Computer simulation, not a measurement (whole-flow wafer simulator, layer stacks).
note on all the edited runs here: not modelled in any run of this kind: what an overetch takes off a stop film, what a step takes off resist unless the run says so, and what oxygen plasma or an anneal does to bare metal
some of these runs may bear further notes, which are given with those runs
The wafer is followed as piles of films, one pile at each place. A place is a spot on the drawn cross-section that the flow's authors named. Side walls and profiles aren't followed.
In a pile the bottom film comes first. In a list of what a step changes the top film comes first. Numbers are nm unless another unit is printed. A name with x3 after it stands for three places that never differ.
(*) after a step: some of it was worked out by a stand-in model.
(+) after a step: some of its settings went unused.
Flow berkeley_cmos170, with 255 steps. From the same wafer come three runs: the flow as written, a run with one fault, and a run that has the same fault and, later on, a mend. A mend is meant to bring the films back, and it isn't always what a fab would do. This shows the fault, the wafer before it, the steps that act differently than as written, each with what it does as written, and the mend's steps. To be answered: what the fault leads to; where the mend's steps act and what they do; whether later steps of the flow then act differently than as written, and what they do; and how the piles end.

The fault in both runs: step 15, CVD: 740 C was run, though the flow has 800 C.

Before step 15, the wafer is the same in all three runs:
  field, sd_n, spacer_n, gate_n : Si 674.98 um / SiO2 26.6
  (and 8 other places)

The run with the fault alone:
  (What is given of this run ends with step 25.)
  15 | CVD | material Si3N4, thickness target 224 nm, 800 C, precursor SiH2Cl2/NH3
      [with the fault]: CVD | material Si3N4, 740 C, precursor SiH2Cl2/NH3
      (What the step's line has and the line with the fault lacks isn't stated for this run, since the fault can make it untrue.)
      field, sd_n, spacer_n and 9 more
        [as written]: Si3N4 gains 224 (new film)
        [with the fault]: Si3N4 gains 97.1 (new film)
  Steps further on in the flow that do not act as written:
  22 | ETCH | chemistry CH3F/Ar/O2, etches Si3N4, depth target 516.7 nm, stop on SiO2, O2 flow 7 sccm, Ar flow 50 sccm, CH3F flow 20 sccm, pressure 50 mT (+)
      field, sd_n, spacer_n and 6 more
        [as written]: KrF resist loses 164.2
        [with the fault]: KrF resist loses 79.6
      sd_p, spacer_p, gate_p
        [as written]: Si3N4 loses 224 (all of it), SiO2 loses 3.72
        [with the fault]: Si3N4 loses 97.1 (all of it), SiO2 loses 3.72
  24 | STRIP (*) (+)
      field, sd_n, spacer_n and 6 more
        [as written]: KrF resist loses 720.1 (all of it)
        [with the fault]: KrF resist loses 804.7 (all of it)
  After step 25, at field, sd_n, spacer_n and 6 more, the piles differ from the flow's by more than 2% or 0.5 nm, whichever is larger.
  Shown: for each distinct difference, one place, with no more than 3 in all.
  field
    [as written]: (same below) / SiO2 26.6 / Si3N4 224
    [with the fault]: (same below) / SiO2 26.6 / Si3N4 97.1

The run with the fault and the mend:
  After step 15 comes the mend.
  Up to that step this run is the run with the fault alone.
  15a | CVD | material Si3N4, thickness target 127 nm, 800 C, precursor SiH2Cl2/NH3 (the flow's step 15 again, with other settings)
      field, sd_n, spacer_n and 9 more
        Si3N4 gains 127
  None of the later steps of the flow differs from how it acts as written, at any place that is followed, by more than 2% or 0.5 nm, whichever is larger.
  At every place that both follow, the piles at the end match the flow's.
